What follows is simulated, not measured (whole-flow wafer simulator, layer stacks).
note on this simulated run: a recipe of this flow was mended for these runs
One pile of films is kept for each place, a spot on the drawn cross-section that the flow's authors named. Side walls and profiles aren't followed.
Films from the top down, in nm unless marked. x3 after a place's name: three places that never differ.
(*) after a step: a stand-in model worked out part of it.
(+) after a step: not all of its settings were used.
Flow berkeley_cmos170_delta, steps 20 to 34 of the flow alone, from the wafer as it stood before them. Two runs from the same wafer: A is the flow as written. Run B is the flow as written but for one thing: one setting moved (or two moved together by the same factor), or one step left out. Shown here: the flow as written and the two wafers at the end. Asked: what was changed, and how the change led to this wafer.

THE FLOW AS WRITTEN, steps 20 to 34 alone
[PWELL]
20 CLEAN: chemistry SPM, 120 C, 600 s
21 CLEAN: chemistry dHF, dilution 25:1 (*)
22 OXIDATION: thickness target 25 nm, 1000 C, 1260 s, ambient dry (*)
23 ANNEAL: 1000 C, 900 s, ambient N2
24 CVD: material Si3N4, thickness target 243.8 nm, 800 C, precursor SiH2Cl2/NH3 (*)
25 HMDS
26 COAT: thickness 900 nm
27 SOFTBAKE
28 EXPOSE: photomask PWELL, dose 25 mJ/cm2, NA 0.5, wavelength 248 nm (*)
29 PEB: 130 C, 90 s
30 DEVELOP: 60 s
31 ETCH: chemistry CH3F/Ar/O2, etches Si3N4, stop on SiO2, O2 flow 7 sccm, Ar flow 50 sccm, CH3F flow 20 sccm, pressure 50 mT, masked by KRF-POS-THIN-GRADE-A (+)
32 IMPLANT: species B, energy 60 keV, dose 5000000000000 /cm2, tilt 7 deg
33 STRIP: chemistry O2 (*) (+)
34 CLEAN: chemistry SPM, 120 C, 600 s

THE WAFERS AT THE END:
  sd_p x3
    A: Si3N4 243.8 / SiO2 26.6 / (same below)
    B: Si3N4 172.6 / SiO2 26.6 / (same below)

The cause: step 24, CVD: thickness target 172.6 nm was run, where the flow has thickness target 243.8 nm.
It can be read off the wafer: sd_p x3 has Si3N4 172.6, and step 24 as written asks for 243.8 nm.

How the change led to this, step by step:
  24 CVD: material Si3N4, thickness target 243.8 nm, 800 C, precursor SiH2Cl2/NH3 (*)
      field x6, sd_p x3: A Si3N4 +243.8 (new film) | B Si3N4 +172.6 (new film)
  31 ETCH: chemistry CH3F/Ar/O2, etches Si3N4, stop on SiO2, O2 flow 7 sccm, Ar flow 50 sccm, CH3F flow 20 sccm, pressure 50 mT, masked by KRF-POS-THIN-GRADE-A (+)
      field x6: A Si3N4 -243.8 (all of it), SiO2 -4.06 | B Si3N4 -172.6 (all of it), SiO2 -4.06
      sd_p x3: A KrF-resist -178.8 | B KrF-resist -131.3
  33 STRIP: chemistry O2 (*) (+)
      sd_p x3: A KrF-resist -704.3 (all of it) | B KrF-resist -751.7 (all of it)
